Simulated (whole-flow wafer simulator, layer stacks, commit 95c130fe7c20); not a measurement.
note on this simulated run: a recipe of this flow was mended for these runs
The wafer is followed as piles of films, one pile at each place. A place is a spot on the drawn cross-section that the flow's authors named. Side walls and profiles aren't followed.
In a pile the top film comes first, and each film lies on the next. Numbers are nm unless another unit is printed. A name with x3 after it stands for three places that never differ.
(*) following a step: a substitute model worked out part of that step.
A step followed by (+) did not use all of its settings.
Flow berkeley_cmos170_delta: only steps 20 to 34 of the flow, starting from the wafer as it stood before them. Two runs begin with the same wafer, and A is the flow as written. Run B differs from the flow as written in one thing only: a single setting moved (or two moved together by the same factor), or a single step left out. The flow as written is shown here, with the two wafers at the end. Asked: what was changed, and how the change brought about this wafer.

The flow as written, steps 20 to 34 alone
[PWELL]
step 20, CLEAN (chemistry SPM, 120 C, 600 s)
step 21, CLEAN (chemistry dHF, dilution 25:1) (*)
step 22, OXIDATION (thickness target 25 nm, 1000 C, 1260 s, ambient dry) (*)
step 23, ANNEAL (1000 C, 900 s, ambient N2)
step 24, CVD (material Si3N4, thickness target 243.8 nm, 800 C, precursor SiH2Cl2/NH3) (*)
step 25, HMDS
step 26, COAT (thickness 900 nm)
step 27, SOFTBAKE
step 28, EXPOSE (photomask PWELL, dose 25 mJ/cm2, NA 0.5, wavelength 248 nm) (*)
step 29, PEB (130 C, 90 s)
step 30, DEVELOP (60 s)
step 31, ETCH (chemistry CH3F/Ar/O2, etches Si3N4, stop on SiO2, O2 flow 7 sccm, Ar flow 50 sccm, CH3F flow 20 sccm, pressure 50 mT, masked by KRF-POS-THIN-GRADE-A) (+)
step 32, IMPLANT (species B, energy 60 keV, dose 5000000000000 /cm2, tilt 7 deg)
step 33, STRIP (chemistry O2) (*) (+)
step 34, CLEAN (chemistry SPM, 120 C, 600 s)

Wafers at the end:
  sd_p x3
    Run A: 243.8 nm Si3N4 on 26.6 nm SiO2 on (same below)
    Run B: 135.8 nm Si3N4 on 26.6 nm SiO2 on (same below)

The reason: step 24, CVD: thickness target 135.8 nm was run, though the flow has thickness target 243.8 nm.
The wafer itself shows it: sd_p x3 has Si3N4 135.8, and step 24 as written asks for 243.8 nm.

Step by step, how the change led to this:
  step 24, CVD (material Si3N4, thickness target 243.8 nm, 800 C, precursor SiH2Cl2/NH3) (*)
      field x6, sd_p x3: A Si3N4 gains 243.8 (new film) | B Si3N4 gains 135.8 (new film)
  step 31, ETCH (chemistry CH3F/Ar/O2, etches Si3N4, stop on SiO2, O2 flow 7 sccm, Ar flow 50 sccm, CH3F flow 20 sccm, pressure 50 mT, masked by KRF-POS-THIN-GRADE-A) (+)
      field x6: A Si3N4 loses 243.8 (all of it), SiO2 loses 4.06 | B Si3N4 loses 135.8 (all of it), SiO2 loses 4.06
      sd_p x3: A KrF-resist loses 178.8 | B KrF-resist loses 106.8
  step 33, STRIP (chemistry O2) (*) (+)
      sd_p x3: A KrF-resist loses 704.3 (all of it) | B KrF-resist loses 776.3 (all of it)
